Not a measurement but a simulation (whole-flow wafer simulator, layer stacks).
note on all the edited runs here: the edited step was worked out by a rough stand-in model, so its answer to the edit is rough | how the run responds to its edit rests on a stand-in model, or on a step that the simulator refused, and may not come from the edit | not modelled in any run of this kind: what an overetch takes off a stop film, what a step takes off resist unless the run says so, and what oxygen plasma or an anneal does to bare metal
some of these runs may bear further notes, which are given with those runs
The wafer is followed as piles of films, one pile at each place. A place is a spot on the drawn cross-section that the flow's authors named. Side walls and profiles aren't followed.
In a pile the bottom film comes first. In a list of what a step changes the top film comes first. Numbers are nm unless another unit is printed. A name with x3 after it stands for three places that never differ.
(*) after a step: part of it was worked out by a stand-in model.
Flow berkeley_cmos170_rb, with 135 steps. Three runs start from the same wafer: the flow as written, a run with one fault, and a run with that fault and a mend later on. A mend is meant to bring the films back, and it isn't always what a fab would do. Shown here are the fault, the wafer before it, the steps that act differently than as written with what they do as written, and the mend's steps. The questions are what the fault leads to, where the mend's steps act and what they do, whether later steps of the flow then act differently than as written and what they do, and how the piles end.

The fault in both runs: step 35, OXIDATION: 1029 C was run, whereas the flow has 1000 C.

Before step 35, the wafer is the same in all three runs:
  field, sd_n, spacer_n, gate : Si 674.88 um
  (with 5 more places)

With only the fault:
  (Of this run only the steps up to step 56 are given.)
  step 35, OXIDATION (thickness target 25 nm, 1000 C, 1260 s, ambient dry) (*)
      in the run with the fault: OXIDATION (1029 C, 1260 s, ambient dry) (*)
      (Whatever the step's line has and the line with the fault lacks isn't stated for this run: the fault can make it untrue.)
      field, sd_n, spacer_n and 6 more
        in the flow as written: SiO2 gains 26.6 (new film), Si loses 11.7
        in the run with the fault: SiO2 gains 34.1 (new film), Si loses 15
  Steps further on in the flow that do not act as written:
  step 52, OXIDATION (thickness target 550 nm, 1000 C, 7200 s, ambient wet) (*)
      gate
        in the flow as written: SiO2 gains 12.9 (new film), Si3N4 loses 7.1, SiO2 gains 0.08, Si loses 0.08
        in the run with the fault: SiO2 gains 12.9 (new film), Si3N4 loses 7.1
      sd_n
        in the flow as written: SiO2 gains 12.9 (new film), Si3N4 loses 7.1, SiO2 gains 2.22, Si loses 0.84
        in the run with the fault: SiO2 gains 12.9 (new film), Si3N4 loses 7.1, SiO2 gains 5.44, Si loses 2.2
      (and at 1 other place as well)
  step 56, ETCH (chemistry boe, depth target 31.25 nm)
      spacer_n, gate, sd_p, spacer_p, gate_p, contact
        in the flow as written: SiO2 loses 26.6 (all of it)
        in the run with the fault: SiO2 loses 31.2
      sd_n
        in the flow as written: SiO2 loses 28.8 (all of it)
        in the run with the fault: SiO2 loses 31.2
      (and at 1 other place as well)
  Once step 56 is done, the piles at sd_n, spacer_n, gate, sd_p, spacer_p, gate_p, contact, m1 depart from the flow's by more than 2% or 0.5 nm, whichever is larger.
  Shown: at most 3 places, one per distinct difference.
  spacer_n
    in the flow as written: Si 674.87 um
    in the run with the fault: Si 674.87 um / SiO2 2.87
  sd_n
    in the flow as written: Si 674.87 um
    in the run with the fault: Si 674.86 um / SiO2 8.31
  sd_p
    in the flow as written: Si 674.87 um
    in the run with the fault: Si 674.87 um / SiO2 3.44

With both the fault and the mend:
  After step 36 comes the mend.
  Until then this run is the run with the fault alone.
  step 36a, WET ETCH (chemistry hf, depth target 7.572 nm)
      field, sd_n, spacer_n and 6 more
        SiO2 loses 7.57
  None of the later steps of the flow differs from how it acts as written, at any place that is followed, by more than 2% or 0.5 nm, whichever is larger.
  At the end the piles are close to the flow's at the places that both follow, differing by at most 2% or 0.5 nm, whichever is larger.
